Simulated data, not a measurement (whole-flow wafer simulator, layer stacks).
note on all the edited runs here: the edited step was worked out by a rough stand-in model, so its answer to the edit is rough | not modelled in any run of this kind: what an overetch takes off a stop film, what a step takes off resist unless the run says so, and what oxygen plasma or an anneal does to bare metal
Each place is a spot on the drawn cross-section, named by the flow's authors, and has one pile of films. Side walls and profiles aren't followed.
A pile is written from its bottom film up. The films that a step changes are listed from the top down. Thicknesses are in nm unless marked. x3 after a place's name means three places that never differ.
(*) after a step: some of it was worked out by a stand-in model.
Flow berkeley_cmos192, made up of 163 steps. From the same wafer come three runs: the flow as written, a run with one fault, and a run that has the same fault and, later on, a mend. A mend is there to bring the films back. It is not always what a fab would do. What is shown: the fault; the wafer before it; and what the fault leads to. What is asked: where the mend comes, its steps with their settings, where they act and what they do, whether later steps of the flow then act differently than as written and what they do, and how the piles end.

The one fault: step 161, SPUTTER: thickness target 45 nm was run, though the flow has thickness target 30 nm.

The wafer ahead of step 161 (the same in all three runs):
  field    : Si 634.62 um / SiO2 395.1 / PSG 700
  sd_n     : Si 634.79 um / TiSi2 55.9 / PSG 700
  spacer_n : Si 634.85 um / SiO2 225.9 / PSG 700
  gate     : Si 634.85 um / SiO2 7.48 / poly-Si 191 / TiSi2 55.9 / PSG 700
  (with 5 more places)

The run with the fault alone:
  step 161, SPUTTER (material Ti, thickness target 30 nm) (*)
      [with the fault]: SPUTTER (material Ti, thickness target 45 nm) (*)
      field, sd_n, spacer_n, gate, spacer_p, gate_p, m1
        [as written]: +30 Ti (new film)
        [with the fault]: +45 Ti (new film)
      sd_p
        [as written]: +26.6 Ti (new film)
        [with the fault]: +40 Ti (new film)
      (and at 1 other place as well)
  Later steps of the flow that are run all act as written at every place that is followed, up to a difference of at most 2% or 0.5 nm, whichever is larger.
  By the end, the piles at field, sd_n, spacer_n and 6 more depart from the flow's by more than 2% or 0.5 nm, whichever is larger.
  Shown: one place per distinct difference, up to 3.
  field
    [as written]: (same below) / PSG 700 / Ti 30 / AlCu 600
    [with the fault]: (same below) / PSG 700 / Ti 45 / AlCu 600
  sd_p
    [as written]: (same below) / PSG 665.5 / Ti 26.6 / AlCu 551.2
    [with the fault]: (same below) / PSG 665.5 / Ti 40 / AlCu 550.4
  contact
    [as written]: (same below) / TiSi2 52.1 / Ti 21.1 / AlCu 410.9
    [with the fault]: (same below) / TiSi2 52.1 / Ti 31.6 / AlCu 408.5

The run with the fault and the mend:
  The mend follows step 161.
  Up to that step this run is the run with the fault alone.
  step 161a, ETCH (chemistry piranha, etches Ti, 120 C, 78 s) (the flow's step 148 again, with other settings)
      field, sd_n, spacer_n, gate, spacer_p, gate_p, m1
        -45 Ti (all of it)
      sd_p
        -40 Ti (all of it)
      contact
        -31.6 Ti (all of it), -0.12 TiSi2
  step 161b, SPUTTER (material Ti, thickness target 30 nm) (*) (the flow's step 161 again)
      field, sd_n, spacer_n, gate, spacer_p, gate_p, m1
        +30 Ti (new film)
      sd_p
        +26.6 Ti (new film)
      contact
        +21.1 Ti (new film)
  Later steps of the flow that are run all act as written at every place that is followed.
  When the end is reached, the piles differ only a little from the flow's at the places that both follow, at most by 2% or 0.5 nm, whichever is larger.
